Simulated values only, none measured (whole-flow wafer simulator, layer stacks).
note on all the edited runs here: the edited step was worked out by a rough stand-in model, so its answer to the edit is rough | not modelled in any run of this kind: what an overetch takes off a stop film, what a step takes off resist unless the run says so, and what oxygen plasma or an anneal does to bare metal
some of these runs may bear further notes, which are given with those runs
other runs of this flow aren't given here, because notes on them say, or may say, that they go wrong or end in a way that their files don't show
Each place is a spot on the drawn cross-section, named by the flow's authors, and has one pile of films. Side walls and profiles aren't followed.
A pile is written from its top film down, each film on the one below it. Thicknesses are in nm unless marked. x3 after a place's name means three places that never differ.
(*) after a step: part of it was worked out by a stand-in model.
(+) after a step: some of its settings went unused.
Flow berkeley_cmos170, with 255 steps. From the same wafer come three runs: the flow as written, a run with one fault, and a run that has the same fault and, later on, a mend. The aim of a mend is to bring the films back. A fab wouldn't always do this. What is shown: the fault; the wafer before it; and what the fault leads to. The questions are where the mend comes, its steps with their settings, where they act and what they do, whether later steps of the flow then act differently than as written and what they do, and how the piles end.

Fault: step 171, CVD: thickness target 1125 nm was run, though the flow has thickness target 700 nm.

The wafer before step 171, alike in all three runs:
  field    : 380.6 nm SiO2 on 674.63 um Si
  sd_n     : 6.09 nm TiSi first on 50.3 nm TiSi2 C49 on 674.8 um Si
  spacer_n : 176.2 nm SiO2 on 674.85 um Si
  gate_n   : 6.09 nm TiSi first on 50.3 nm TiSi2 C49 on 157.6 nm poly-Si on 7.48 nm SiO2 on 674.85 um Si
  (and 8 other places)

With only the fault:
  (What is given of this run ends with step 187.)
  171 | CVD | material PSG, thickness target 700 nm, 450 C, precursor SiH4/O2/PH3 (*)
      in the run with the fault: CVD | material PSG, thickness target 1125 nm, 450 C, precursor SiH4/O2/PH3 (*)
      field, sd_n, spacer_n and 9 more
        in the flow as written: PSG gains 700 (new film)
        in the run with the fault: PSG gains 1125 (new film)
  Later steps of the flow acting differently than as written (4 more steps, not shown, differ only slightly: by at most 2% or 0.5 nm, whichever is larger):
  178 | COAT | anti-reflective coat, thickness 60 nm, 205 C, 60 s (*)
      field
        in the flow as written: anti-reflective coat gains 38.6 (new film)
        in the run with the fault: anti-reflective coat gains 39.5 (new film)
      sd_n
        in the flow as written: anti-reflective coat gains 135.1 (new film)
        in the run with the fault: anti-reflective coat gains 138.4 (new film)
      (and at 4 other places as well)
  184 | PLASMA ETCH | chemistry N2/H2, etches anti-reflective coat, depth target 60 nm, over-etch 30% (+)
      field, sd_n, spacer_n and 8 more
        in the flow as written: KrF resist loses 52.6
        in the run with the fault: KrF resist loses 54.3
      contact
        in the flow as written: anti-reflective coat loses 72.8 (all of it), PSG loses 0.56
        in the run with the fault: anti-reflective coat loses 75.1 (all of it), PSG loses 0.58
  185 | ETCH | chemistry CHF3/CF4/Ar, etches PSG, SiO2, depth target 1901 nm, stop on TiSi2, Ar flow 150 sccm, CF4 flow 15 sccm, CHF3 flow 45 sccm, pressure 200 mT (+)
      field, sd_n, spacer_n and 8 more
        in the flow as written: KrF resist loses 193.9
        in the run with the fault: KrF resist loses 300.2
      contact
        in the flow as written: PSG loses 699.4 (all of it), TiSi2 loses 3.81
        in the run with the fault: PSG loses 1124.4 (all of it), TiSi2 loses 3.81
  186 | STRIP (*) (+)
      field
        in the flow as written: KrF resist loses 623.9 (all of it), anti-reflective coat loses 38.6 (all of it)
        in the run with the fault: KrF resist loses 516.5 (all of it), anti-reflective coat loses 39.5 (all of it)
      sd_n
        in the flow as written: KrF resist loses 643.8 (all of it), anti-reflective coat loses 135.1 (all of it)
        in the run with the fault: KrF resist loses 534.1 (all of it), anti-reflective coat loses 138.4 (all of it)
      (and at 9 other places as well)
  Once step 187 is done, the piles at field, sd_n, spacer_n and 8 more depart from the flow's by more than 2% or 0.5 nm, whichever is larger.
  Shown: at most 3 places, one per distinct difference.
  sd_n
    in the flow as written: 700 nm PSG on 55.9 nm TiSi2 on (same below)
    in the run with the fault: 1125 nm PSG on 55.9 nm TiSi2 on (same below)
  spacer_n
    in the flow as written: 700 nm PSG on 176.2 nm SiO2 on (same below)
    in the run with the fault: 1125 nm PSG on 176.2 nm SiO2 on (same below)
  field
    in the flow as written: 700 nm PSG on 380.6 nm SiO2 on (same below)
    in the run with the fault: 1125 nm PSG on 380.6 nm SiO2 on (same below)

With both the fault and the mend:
  The mend follows step 171.
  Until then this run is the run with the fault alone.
  171a | ETCH | chemistry boe, depth target 425 nm
      field, sd_n, spacer_n and 9 more
        PSG loses 425
  Later steps of the flow acting differently than as written (8 more steps, not shown, differ only slightly: by at most 2% or 0.5 nm, whichever is larger):
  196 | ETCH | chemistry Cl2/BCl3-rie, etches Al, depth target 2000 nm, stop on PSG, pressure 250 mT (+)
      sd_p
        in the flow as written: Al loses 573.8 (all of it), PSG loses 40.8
        in the run with the mend: Al loses 580.5 (all of it), PSG loses 39.9
  At the end the piles are close to the flow's at the places that both follow, differing by at most 2% or 0.5 nm, whichever is larger.
